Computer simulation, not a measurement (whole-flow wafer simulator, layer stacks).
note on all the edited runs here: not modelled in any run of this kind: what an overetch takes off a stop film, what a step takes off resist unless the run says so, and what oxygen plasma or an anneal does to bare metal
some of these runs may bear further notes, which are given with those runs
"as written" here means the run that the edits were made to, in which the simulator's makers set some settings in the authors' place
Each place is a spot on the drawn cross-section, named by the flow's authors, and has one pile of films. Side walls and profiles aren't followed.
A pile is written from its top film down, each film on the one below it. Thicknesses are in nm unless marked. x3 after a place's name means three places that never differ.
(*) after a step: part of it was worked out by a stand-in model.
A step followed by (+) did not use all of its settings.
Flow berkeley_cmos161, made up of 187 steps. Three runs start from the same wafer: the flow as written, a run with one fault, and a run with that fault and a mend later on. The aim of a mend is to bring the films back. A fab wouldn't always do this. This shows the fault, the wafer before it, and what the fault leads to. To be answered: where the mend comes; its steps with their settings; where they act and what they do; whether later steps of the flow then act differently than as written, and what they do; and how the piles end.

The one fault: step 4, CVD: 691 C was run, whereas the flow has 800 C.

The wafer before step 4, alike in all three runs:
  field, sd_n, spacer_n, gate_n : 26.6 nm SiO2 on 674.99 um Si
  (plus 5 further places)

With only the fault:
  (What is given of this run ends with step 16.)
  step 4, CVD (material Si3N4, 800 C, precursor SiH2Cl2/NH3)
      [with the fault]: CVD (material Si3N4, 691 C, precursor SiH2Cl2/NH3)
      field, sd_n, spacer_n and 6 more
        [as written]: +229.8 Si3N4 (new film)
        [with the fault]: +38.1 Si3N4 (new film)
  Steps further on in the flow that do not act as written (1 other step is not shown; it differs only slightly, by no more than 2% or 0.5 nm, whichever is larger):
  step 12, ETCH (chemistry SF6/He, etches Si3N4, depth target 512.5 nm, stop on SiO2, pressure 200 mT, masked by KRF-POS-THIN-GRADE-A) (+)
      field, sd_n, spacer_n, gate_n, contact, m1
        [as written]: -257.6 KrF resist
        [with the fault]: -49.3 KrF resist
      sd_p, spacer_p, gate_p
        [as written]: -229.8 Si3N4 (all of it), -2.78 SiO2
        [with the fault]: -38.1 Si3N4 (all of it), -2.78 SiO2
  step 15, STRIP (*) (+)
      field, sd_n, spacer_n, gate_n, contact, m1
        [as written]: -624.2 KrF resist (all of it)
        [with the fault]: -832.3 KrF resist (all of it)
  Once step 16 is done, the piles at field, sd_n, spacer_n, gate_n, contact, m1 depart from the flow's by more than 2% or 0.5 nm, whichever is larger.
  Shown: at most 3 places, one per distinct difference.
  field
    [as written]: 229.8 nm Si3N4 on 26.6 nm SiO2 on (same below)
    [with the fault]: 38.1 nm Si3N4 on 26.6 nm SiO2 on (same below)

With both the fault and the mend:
  After step 11 comes the mend.
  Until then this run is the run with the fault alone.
  step 11a, STRIP (*) (+)
      field, sd_n, spacer_n, gate_n, contact, m1
        -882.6 KrF resist (all of it)
  step 11b, CLEAN (chemistry SC1/SC2) (*) (the flow's step 1 again)
      does not change any film at any place that is followed
  step 11c, CVD (material Si3N4, 800 C, precursor SiH2Cl2/NH3) (the flow's step 4 again, with other settings that aren't printed)
      field, sd_n, spacer_n and 6 more
        +191.7 Si3N4
  step 11d, HMDS (the flow's step 5 again)
      does not change any film at any place that is followed
  step 11e, COAT (KrF resist, thickness 900 nm) (the flow's step 6 again)
      field, sd_n, spacer_n and 6 more
        +900 KrF resist (new film)
  step 11f, SOFTBAKE (KrF resist) (the flow's step 7 again)
      does not change any film at any place that is followed
  step 11g, EXPOSE (photomask NWELL, dose 25 mJ/cm2, NA 0.35, wavelength 248 nm) (*) (the flow's step 8 again)
      does not change any film at any place that is followed
  step 11h, PEB (KrF resist, 130 C) (the flow's step 9 again)
      field, sd_n, spacer_n and 6 more
        -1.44 KrF resist
  step 11i, DEVELOP (KrF resist, thickness 900 nm, developer developer-D-0.26N) (the flow's step 10 again)
      field, sd_n, spacer_n, gate_n, contact, m1
        -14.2 KrF resist
      sd_p, spacer_p, gate_p
        -898.6 KrF resist (all of it)
  step 11j, HARDBAKE (120 C, 3600 s) (the flow's step 11 again)
      field, sd_n, spacer_n, gate_n, contact, m1
        -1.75 KrF resist
  None of the later steps of the flow acts differently than as written at any place that is followed.
  By the end, the piles equal the flow's at every place that both follow.
